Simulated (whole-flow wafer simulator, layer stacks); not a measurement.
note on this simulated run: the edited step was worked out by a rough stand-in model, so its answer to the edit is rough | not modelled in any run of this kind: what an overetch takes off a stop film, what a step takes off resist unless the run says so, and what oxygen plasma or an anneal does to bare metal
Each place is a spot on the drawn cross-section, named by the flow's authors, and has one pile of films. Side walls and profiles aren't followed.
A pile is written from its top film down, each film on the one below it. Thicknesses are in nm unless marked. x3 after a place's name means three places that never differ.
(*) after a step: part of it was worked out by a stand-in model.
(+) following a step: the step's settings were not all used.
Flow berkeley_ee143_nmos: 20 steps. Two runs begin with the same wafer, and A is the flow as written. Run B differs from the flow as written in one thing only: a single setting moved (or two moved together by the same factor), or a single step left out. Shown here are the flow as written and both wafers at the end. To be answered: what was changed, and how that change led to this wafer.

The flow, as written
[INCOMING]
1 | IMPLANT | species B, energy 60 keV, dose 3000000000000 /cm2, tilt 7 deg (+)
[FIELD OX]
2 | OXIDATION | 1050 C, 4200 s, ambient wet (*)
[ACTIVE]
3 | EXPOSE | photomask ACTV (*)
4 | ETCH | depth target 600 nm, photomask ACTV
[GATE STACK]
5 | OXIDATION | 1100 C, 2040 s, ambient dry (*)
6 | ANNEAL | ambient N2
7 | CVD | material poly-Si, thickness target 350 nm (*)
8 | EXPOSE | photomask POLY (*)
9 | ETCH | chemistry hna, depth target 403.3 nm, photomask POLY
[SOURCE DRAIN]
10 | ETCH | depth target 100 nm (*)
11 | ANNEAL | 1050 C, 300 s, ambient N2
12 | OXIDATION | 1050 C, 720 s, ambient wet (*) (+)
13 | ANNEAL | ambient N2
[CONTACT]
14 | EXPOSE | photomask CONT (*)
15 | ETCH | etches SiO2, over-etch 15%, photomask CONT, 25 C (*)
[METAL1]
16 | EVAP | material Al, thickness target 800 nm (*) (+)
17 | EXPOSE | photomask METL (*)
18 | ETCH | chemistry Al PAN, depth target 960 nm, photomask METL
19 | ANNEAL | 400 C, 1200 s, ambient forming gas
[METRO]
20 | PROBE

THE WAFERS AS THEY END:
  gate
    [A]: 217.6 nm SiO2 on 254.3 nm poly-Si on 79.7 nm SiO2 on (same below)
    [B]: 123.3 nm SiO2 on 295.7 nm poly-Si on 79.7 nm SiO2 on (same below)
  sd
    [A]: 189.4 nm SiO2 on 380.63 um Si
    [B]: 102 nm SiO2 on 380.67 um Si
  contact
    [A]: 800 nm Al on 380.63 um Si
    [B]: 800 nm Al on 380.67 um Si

The reason: step 12, OXIDATION: 315 s was run, while the flow as written has 720 s.

How this came from the change, step by step:
  12 | OXIDATION | 1050 C, 720 s, ambient wet (*) (+)
      sd, contact: A SiO2 gains 189.4 (new film), Si loses 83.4 | B SiO2 gains 102 (new film), Si loses 44.9
      gate: A SiO2 gains 217.6 (new film), poly-Si loses 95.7 | B SiO2 gains 123.3 (new film), poly-Si loses 54.3
      (as well as at 1 more place)
  15 | ETCH | etches SiO2, over-etch 15%, photomask CONT, 25 C (*)
      contact: A SiO2 loses 189.4 (all of it) | B SiO2 loses 102 (all of it)
